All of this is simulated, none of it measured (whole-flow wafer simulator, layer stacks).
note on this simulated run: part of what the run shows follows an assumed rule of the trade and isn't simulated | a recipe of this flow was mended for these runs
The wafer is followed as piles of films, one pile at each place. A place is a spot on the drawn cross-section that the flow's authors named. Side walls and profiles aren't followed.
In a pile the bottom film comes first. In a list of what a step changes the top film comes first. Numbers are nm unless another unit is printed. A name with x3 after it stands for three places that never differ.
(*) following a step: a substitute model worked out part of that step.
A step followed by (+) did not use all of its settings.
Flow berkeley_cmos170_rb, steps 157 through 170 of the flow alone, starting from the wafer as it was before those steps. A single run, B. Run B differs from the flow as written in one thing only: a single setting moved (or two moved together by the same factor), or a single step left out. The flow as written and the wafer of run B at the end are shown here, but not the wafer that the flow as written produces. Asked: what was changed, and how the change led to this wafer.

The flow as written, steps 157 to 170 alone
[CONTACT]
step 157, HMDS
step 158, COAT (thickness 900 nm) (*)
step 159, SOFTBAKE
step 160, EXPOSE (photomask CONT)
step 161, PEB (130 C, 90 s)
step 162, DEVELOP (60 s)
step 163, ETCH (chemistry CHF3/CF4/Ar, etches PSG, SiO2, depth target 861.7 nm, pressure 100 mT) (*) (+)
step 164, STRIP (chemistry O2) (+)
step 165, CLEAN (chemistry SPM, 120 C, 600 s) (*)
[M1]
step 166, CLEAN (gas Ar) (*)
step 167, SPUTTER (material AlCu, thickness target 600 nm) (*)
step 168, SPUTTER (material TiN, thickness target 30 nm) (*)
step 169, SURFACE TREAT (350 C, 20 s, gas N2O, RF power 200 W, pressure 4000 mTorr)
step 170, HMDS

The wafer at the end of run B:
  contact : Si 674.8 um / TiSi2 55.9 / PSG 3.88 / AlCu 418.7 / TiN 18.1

What caused this: step 163, ETCH: depth target 690.7 nm was run, though the flow has depth target 861.7 nm.

The path from the change to this, step by step:
  step 163, ETCH (chemistry CHF3/CF4/Ar, etches PSG, SiO2, depth target 861.7 nm, pressure 100 mT) (*) (+)
      contact: PSG loses 690.7 (it would be, as written: PSG loses 700 (all of it), TiSi2 loses 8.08)
      field, sd_n, spacer_n, gate, sd_p, spacer_p, gate_p, m1: KrF-resist loses 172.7 (it would be, as written: KrF-resist loses 215.4)
  step 164, STRIP (chemistry O2) (+)
      field: KrF-resist loses 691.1 (all of it) (it would be, as written: KrF-resist loses 648.4 (all of it))
      sd_n: KrF-resist loses 815.3 (all of it) (it would be, as written: KrF-resist loses 772.5 (all of it))
      (as well as at 6 more places)
  step 166, CLEAN (gas Ar) (*)
      contact: PSG loses 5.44 (it would be, as written: TiSi2 loses 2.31)
  step 168, SPUTTER (material TiN, thickness target 30 nm) (*)
      contact: TiN gains 18.1 (new film) (it would be, as written: TiN gains 16.3 (new film))
